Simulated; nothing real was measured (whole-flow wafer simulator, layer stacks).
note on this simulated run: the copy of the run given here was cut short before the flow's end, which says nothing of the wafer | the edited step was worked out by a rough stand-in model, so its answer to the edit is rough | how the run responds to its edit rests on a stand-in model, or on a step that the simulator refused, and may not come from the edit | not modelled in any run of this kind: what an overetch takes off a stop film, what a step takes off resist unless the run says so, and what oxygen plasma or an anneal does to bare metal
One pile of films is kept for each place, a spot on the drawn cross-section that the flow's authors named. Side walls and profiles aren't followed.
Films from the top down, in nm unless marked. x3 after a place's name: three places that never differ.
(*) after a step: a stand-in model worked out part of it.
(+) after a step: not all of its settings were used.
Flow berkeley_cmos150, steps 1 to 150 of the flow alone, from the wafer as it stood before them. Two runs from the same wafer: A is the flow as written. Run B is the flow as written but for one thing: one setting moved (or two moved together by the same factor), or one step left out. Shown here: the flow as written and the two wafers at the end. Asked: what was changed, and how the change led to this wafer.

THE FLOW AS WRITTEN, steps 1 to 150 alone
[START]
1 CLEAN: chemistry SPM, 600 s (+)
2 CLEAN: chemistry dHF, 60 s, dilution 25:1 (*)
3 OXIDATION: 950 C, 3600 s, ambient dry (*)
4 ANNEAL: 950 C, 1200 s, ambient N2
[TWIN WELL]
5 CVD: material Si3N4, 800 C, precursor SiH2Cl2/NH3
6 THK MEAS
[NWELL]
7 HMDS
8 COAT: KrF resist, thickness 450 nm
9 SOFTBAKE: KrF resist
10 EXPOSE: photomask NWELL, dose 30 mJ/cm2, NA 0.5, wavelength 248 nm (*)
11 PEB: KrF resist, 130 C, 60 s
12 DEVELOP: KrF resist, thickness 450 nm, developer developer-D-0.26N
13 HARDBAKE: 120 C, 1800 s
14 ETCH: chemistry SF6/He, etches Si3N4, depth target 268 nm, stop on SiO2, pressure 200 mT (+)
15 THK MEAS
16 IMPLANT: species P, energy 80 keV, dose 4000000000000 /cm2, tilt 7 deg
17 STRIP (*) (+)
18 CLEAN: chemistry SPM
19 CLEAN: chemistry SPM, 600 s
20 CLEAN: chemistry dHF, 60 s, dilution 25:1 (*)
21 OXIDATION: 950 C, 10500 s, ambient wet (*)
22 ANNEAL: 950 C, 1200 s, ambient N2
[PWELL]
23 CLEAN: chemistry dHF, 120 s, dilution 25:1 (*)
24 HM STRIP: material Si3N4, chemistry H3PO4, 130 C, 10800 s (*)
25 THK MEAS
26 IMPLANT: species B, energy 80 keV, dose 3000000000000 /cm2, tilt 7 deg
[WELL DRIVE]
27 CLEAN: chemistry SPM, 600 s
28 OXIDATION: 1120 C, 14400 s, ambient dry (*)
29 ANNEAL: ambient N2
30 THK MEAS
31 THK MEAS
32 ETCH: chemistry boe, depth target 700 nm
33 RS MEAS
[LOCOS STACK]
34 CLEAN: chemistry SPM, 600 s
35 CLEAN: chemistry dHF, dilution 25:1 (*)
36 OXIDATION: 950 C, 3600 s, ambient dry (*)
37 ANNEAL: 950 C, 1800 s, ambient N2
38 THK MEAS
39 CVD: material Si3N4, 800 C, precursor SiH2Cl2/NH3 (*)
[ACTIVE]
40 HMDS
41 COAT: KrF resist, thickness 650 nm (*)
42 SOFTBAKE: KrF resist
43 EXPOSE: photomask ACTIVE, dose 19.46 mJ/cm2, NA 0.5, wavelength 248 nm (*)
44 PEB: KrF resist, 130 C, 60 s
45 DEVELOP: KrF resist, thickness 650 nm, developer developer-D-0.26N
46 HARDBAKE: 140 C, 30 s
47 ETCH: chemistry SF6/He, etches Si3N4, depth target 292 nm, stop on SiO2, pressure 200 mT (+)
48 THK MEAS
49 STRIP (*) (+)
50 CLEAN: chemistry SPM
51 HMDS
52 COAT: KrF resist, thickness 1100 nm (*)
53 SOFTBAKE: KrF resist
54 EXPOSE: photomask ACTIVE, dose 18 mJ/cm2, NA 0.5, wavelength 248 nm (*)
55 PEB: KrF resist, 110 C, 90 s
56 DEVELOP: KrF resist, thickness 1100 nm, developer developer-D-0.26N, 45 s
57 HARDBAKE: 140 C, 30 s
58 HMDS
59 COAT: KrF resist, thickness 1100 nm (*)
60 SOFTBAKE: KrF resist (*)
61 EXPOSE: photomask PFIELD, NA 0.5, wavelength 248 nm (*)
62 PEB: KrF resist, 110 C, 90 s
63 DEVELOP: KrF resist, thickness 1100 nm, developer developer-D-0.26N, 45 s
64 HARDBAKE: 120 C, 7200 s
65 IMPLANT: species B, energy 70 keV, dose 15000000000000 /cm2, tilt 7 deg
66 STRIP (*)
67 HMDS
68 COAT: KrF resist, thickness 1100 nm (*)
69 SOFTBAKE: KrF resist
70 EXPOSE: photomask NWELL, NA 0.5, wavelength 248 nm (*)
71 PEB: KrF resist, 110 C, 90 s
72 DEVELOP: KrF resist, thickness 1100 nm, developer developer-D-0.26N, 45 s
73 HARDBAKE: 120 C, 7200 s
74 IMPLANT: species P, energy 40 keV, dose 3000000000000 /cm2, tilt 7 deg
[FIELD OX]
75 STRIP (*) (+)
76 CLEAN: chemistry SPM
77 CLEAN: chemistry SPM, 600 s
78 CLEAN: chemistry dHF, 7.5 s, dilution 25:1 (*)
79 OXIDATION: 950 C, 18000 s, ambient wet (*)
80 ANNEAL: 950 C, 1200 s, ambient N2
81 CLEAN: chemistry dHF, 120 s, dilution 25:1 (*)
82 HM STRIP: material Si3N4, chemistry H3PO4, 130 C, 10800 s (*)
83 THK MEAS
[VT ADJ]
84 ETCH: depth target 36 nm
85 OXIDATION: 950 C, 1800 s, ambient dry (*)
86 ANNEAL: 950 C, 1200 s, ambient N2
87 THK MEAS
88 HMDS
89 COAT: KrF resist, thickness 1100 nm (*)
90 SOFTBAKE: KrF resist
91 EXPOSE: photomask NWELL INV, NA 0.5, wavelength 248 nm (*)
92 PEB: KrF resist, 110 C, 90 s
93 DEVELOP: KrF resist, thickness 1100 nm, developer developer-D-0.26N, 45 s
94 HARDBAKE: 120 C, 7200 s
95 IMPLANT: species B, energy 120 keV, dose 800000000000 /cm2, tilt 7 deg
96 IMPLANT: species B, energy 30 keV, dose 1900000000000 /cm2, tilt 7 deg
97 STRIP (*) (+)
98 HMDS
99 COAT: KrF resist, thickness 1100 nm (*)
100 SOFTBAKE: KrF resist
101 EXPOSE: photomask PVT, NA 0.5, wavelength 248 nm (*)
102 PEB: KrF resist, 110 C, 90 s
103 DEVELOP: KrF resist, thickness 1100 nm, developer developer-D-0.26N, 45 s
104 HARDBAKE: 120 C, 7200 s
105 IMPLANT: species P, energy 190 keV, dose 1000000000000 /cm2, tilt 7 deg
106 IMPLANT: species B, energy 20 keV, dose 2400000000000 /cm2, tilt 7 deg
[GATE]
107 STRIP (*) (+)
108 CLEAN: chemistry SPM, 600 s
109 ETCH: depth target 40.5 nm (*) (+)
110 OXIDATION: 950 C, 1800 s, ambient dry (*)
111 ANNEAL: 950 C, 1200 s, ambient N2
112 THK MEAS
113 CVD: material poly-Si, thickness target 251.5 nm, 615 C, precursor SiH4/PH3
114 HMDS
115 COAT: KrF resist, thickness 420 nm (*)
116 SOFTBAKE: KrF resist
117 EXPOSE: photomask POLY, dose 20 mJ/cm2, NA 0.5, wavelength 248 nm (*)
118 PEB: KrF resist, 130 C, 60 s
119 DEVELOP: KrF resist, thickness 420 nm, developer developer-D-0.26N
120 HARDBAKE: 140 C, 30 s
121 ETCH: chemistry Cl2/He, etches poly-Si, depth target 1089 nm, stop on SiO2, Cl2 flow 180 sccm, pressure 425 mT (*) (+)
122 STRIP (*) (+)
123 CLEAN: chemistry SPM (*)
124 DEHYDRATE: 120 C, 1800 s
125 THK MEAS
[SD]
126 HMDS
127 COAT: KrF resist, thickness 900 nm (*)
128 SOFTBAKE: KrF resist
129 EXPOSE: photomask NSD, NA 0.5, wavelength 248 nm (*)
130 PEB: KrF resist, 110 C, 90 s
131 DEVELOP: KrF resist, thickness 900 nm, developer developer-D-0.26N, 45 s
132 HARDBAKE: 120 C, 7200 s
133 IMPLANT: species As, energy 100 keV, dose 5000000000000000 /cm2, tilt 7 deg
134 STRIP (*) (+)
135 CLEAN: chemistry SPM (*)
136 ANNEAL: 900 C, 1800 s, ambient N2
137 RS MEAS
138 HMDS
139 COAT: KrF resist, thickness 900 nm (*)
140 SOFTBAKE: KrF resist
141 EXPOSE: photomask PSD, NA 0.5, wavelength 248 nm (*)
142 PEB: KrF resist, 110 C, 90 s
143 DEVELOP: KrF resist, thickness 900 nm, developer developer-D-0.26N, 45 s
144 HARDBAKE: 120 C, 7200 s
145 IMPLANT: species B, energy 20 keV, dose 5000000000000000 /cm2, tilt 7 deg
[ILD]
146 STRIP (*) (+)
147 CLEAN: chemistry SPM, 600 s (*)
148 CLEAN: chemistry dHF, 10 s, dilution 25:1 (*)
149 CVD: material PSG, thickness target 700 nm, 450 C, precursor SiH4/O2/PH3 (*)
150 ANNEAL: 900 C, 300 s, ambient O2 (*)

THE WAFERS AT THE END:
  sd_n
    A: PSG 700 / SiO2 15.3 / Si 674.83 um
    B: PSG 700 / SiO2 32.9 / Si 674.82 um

The cause: step 39, CVD: 754 C was run, where the flow has 800 C.

How the change led to this, step by step:
  39 CVD: material Si3N4, 800 C, precursor SiH2Cl2/NH3 (*)
      field, field_p, sd_n, gate_n, sd_p, gate_p, contact, m1: A Si3N4 +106 (new film) | B Si3N4 +57.9 (new film)
  47 ETCH: chemistry SF6/He, etches Si3N4, depth target 292 nm, stop on SiO2, pressure 200 mT (+)
      sd_n, gate_n, sd_p, gate_p, contact, m1: A KrF resist -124 | B KrF resist -71.7
      field, field_p: A Si3N4 -106 (all of it), SiO2 -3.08 | B Si3N4 -57.9 (all of it), SiO2 -3.08
  49 STRIP (*) (+)
      sd_n: A KrF resist -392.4 (all of it) | B KrF resist -444.7 (all of it)
      gate_n: A KrF resist -400.6 (all of it) | B KrF resist -452.9 (all of it)
      (and at 4 more places)
  52 COAT: KrF resist, thickness 1100 nm (*)
      sd_n: A KrF resist +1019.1 (new film) | B KrF resist +1046.8 (new film)
      gate_n: A KrF resist +1039.7 (new film) | B KrF resist +1061.8 (new film)
      (and at 3 more places)
  57 HARDBAKE: 140 C, 30 s
      sd_n: A KrF resist -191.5 | B KrF resist -196.6
      gate_n: A KrF resist -195.3 | B KrF resist -199.3
      (and at 3 more places)
  59 COAT: KrF resist, thickness 1100 nm (*)
      sd_n: A KrF resist +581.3 | B KrF resist +594.1
  66 STRIP (*)
      sd_n: A KrF resist -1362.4 (all of it) | B KrF resist -1397.2 (all of it)
      gate_n: A KrF resist -1479.7 (all of it) | B KrF resist -1510.8 (all of it)
      (and at 3 more places)
  68 COAT: KrF resist, thickness 1100 nm (*)
      sd_n: A KrF resist +1019.1 (new film) | B KrF resist +1046.8 (new film)
      gate_n: A KrF resist +1039.7 (new film) | B KrF resist +1061.8 (new film)
      (and at 3 more places)
  72 DEVELOP: KrF resist, thickness 1100 nm, developer developer-D-0.26N, 45 s
      sd_p: A KrF resist -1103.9 (all of it) | B KrF resist -1128.5 (all of it)
  75 STRIP (*) (+)
      sd_n: A KrF resist -982.6 (all of it) | B KrF resist -1009.6 (all of it)
      gate_n: A KrF resist -1002.7 (all of it) | B KrF resist -1024.2 (all of it)
      (and at 2 more places)
  79 OXIDATION: 950 C, 18000 s, ambient wet (*)
      sd_n: A SiO2 +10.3 (new film), Si3N4 -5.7, SiO2 +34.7, Si -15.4 | B SiO2 +10.3 (new film), Si3N4 -5.7, SiO2 +65, Si -29
  82 HM STRIP: material Si3N4, chemistry H3PO4, 130 C, 10800 s (*)
      sd_n, gate_n, contact, m1: A Si3N4 -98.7 (all of it), SiO2 -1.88 | B Si3N4 -50.6 (all of it), SiO2 -2.29
      sd_p, gate_p: A Si3N4 -98.6 (all of it), SiO2 -1.88 | B Si3N4 -50.5 (all of it), SiO2 -2.29
  85 OXIDATION: 950 C, 1800 s, ambient dry (*)
      sd_n: A SiO2 +12.2, Si -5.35 | B SiO2 +8.36, Si -3.68
  109 ETCH: depth target 40.5 nm (*) (+)
      sd_n: A SiO2 -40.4 (all of it) | B SiO2 -40.5
  110 OXIDATION: 950 C, 1800 s, ambient dry (*)
      sd_n: A SiO2 +20.4 (new film), Si -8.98 | B SiO2 +12, Si -5.27
